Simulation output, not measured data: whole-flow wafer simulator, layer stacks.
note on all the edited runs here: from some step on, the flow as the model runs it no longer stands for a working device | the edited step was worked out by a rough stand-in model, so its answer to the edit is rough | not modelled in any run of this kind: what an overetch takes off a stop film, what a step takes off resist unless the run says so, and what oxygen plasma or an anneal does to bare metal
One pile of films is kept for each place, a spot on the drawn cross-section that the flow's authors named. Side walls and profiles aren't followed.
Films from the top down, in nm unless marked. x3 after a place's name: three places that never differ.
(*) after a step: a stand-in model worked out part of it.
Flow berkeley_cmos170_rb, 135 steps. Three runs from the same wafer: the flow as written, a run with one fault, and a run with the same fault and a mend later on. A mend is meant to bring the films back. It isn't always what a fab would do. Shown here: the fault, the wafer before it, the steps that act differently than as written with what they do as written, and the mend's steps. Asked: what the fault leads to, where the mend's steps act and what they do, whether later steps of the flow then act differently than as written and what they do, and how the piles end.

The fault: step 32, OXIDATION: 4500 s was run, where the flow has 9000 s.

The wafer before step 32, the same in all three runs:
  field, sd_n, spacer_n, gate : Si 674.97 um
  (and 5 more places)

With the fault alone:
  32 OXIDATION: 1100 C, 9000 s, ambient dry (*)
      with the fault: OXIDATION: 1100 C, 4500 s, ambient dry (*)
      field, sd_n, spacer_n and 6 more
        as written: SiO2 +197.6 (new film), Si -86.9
        with the fault: SiO2 +129.1 (new film), Si -56.8
  Later steps of the flow that act differently than as written:
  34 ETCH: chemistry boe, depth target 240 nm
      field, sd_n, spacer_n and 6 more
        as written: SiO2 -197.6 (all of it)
        with the fault: SiO2 -129.1 (all of it)
  At the end the piles differ from the flow's only slightly at the places that both follow, by at most 2% or 0.5 nm, whichever is larger.

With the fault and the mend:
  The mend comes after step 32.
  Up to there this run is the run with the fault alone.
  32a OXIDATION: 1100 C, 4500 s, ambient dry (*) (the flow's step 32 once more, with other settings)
      field, sd_n, spacer_n and 6 more
        SiO2 +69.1, Si -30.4
  No later step of the flow acts differently than as written, at any place that is followed, by more than 2% or 0.5 nm, whichever is larger.
  At the end the piles differ from the flow's only slightly at the places that both follow, by at most 2% or 0.5 nm, whichever is larger.
